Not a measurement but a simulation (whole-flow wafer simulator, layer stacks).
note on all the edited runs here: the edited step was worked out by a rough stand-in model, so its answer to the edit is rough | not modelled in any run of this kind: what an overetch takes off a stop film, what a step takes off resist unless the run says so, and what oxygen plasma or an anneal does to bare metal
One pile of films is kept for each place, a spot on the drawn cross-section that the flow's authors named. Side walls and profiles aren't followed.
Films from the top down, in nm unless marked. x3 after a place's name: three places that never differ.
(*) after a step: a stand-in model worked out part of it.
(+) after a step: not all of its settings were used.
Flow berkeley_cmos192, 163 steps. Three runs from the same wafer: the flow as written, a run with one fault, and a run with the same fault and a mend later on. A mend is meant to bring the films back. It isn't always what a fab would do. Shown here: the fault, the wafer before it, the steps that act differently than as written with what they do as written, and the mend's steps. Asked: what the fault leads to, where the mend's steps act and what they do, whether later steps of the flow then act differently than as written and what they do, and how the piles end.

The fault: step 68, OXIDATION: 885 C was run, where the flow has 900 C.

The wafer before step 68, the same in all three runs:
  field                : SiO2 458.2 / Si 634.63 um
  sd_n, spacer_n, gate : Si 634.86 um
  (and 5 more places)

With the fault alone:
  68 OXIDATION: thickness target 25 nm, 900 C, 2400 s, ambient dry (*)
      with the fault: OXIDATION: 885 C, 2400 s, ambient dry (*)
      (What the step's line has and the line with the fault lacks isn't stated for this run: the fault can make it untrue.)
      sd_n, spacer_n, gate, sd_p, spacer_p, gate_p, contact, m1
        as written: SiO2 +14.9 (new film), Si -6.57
        with the fault: SiO2 +12.9 (new film), Si -5.66
  Later steps of the flow that act differently than as written (37 more steps differ only slightly, by at most 2% or 0.5 nm, whichever is larger, and aren't shown):
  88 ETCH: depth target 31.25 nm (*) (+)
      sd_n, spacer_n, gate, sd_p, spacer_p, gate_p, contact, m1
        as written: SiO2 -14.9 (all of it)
        with the fault: SiO2 -12.9 (all of it)
  At the end the piles differ from the flow's only slightly at the places that both follow, by at most 2% or 0.5 nm, whichever is larger.

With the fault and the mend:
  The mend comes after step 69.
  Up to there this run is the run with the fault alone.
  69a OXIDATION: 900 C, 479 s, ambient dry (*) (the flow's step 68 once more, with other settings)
      sd_n, spacer_n, gate, sd_p, spacer_p, gate_p, contact, m1
        SiO2 +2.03, Si -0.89
      field
        SiO2 +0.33, Si -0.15
  No later step of the flow acts differently than as written, at any place that is followed, by more than 2% or 0.5 nm, whichever is larger.
  At the end the piles differ from the flow's only slightly at the places that both follow, by at most 2% or 0.5 nm, whichever is larger.
